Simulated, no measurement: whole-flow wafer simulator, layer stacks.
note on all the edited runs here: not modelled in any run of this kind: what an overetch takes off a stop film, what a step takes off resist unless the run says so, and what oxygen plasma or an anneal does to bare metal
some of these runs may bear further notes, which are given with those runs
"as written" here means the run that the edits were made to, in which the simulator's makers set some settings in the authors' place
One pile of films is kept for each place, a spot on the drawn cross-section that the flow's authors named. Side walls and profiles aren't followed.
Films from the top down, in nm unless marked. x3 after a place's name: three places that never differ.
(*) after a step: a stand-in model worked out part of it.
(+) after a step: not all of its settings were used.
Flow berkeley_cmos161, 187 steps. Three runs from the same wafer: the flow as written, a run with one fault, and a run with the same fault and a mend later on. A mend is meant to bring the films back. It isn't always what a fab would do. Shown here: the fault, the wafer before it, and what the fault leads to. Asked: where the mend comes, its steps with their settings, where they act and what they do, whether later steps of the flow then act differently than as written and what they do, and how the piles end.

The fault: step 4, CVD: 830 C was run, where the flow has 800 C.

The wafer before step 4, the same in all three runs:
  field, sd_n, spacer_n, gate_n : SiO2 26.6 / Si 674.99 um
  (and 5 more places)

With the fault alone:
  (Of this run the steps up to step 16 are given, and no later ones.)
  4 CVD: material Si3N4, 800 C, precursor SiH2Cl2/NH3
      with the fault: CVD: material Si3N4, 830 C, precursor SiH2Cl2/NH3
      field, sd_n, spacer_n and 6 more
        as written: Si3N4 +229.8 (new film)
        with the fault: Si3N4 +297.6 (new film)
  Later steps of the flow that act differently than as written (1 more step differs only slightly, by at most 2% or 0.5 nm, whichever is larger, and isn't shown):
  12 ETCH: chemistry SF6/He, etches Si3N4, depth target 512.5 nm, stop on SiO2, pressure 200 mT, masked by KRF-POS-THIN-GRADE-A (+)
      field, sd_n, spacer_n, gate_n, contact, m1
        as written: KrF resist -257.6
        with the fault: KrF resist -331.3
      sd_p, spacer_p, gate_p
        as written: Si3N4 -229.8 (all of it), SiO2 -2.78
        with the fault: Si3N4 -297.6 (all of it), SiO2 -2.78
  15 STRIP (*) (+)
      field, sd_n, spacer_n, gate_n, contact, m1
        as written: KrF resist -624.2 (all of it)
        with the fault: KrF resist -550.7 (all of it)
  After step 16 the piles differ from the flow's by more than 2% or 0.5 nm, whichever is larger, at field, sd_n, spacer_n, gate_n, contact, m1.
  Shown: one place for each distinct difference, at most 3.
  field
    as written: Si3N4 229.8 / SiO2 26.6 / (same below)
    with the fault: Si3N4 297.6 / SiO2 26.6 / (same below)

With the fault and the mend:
  The mend comes after step 4.
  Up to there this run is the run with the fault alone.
  4a ETCH: chemistry h3po4, depth target 342.2 nm
      field, sd_n, spacer_n and 6 more
        Si3N4 -297.6 (all of it)
  4b CLEAN: chemistry SC1/SC2 (the flow's step 1 once more)
      changes no film at any place that is followed
  4c CVD: material Si3N4, 800 C, precursor SiH2Cl2/NH3 (the flow's step 4 once more)
      field, sd_n, spacer_n and 6 more
        Si3N4 +229.8 (new film)
  No later step of the flow acts differently than as written at any place that is followed.
  At the end the piles are the same as the flow's at every place that both follow.
